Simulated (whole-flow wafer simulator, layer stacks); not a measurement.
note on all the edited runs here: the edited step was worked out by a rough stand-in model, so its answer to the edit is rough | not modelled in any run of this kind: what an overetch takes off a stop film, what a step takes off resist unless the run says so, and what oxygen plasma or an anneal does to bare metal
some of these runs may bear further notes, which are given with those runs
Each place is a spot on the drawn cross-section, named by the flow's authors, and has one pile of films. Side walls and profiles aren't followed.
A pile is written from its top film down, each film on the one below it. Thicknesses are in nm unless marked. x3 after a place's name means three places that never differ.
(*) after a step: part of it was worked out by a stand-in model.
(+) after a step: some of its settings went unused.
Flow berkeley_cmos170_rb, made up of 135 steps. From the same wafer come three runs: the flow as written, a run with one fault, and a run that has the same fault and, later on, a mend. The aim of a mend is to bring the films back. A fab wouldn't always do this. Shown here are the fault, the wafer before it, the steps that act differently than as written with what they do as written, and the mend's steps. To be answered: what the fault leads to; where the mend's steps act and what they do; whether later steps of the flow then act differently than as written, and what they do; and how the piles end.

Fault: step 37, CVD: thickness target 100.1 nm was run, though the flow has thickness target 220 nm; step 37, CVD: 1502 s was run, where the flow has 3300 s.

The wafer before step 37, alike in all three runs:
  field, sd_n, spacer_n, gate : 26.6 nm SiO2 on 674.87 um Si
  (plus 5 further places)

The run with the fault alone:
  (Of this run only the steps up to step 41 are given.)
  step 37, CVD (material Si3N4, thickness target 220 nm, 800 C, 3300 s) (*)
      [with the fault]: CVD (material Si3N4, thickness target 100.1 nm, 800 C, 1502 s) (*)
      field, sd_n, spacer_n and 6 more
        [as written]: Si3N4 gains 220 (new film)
        [with the fault]: Si3N4 gains 100.1 (new film)
  None of the later steps of the flow up to step 41 acts differently than as written at any place that is followed.
  Once step 41 is done, the piles at field, sd_n, spacer_n and 6 more depart from the flow's by more than 2% or 0.5 nm, whichever is larger.
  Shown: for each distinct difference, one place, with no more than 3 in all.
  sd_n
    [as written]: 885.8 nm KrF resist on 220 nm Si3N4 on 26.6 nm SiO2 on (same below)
    [with the fault]: 885.8 nm KrF resist on 100.1 nm Si3N4 on 26.6 nm SiO2 on (same below)
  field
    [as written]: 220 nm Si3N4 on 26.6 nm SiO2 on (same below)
    [with the fault]: 100.1 nm Si3N4 on 26.6 nm SiO2 on (same below)

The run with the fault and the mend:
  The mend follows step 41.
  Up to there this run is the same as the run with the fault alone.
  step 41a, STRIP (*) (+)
      sd_n, spacer_n, gate, sd_p, spacer_p, gate_p, contact, m1
        KrF resist loses 885.8 (all of it)
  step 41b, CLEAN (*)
      leaves every film unchanged at each place that is followed
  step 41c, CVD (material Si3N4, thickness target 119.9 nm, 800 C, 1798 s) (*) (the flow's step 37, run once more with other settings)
      field, sd_n, spacer_n and 6 more
        Si3N4 gains 119.9
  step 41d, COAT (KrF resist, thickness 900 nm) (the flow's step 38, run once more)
      field, sd_n, spacer_n and 6 more
        KrF resist gains 900 (new film)
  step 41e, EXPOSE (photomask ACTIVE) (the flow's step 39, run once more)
      leaves every film unchanged at each place that is followed
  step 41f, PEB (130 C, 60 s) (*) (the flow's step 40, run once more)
      leaves every film unchanged at each place that is followed
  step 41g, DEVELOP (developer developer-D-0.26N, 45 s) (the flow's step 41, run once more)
      sd_n, spacer_n, gate, sd_p, spacer_p, gate_p, contact, m1
        KrF resist loses 14.2
      field
        KrF resist loses 900 (all of it)
  None of the later steps of the flow acts differently than as written at any place that is followed.
  By the end, the piles equal the flow's at every place that both follow.
